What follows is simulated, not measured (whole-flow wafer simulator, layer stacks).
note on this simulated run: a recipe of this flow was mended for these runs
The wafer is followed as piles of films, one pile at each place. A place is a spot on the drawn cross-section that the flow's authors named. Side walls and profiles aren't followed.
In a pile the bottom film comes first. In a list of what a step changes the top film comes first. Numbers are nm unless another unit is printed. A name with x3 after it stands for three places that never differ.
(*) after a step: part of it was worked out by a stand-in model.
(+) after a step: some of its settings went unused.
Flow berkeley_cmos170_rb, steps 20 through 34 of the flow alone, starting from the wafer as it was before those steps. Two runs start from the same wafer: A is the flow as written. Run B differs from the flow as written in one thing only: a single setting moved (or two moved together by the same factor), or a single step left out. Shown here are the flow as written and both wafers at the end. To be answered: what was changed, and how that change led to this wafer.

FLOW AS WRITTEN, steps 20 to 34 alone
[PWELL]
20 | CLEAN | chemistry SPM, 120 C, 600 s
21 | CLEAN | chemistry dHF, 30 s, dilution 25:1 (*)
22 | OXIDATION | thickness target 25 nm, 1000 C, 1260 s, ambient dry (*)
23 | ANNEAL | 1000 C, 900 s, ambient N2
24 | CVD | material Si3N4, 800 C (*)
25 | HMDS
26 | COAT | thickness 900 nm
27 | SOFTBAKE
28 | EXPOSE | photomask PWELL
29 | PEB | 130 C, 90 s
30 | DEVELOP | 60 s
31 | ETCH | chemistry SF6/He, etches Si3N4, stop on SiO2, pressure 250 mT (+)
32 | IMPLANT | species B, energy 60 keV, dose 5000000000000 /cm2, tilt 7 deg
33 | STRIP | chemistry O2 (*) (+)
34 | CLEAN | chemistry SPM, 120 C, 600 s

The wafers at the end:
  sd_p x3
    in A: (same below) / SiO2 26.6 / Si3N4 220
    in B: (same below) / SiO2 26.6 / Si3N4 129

What caused this: step 24, CVD: 765 C was run, though the flow has 800 C.

Step by step, how the change led to this:
  24 | CVD | material Si3N4, 800 C (*)
      field x6, sd_p x3: A +220 Si3N4 (new film) | B +129 Si3N4 (new film)
  31 | ETCH | chemistry SF6/He, etches Si3N4, stop on SiO2, pressure 250 mT (+)
      field x6: A -220 Si3N4 (all of it), -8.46 SiO2 | B -129 Si3N4 (all of it), -8.46 SiO2
      sd_p x3: A -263 KrF-resist | B -164.2 KrF-resist
  33 | STRIP | chemistry O2 (*) (+)
      sd_p x3: A -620 KrF-resist (all of it) | B -718.9 KrF-resist (all of it)
